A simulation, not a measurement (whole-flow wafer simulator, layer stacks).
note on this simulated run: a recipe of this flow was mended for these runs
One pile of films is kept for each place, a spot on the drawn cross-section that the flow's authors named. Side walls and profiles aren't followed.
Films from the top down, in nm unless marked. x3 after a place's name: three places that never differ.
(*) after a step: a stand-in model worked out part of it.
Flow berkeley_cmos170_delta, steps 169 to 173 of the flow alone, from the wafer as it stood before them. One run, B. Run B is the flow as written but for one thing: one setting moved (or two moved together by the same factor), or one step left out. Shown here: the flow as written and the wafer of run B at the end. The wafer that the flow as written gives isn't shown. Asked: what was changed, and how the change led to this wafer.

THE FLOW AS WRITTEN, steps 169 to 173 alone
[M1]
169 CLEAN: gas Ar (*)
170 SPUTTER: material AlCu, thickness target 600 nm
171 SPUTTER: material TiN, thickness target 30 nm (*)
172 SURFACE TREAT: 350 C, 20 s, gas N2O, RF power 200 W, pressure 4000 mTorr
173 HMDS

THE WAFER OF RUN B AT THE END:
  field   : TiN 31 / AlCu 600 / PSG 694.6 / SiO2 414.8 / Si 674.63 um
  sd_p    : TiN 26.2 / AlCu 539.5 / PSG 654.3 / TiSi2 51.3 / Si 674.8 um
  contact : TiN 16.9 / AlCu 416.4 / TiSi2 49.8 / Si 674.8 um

The cause: step 171, SPUTTER: thickness target 31 nm was run, where the flow has thickness target 30 nm.
It can be read off the wafer: field has TiN 31, and step 171 as written asks for 30 nm.

How the change led to this, step by step:
  171 SPUTTER: material TiN, thickness target 30 nm (*)
      field, sd_n, spacer_n, gate, spacer_p, gate_p, m1: TiN +31 (new film) (as written it would be: TiN +30 (new film))
      sd_p: TiN +26.2 (new film) (as written it would be: TiN +25.3 (new film))
      (and at 1 more place)
